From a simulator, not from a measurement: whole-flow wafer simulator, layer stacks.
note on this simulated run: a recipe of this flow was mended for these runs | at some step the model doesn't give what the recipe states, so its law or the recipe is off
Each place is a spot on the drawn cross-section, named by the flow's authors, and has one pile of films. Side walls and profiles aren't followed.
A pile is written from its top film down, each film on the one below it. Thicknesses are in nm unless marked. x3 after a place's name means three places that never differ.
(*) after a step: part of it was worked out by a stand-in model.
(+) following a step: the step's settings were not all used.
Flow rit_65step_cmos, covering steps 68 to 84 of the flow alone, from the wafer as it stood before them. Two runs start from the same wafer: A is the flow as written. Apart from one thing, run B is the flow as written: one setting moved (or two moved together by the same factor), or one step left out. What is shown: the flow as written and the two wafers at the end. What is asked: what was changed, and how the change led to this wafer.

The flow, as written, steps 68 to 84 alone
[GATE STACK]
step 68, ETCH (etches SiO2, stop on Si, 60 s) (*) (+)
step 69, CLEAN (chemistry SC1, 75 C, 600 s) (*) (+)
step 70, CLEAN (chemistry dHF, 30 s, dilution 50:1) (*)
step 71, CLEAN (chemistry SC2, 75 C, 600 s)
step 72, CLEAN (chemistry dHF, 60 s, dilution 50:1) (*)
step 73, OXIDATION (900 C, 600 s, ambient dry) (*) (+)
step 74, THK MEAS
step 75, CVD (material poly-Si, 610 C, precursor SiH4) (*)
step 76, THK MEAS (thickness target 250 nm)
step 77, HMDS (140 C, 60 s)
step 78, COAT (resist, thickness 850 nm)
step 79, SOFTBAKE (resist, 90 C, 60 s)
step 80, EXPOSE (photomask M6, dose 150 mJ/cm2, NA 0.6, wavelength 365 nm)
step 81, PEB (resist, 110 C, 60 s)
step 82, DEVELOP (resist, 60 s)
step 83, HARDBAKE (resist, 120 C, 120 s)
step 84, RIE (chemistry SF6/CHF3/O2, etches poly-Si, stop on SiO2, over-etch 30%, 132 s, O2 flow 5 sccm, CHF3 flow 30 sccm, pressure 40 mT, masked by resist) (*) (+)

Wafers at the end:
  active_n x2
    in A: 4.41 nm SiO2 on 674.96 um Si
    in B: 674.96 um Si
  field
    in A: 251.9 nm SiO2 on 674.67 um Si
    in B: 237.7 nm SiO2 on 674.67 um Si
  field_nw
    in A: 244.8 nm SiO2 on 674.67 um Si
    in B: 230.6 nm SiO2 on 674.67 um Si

Cause: step 75, CVD: 590 C was run, though the flow has 610 C.

How this came from the change, step by step:
  step 75, CVD (material poly-Si, 610 C, precursor SiH4) (*)
      field, field_pw, field_nw and 11 more: A poly-Si gains 250 (new film) | B poly-Si gains 167.6 (new film)
  step 84, RIE (chemistry SF6/CHF3/O2, etches poly-Si, stop on SiO2, over-etch 30%, 132 s, O2 flow 5 sccm, CHF3 flow 30 sccm, pressure 40 mT, masked by resist) (*) (+)
      active_n x2, spacer, spacer_p, sd_n, sd_p, contact, m1: A poly-Si loses 250 (all of it), SiO2 loses 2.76 | B poly-Si loses 167.6 (all of it), SiO2 loses 7.17 (all of it)
      field, field_pw, field_nw, field_p: A poly-Si loses 250 (all of it), SiO2 loses 2.76 | B poly-Si loses 167.6 (all of it), SiO2 loses 17
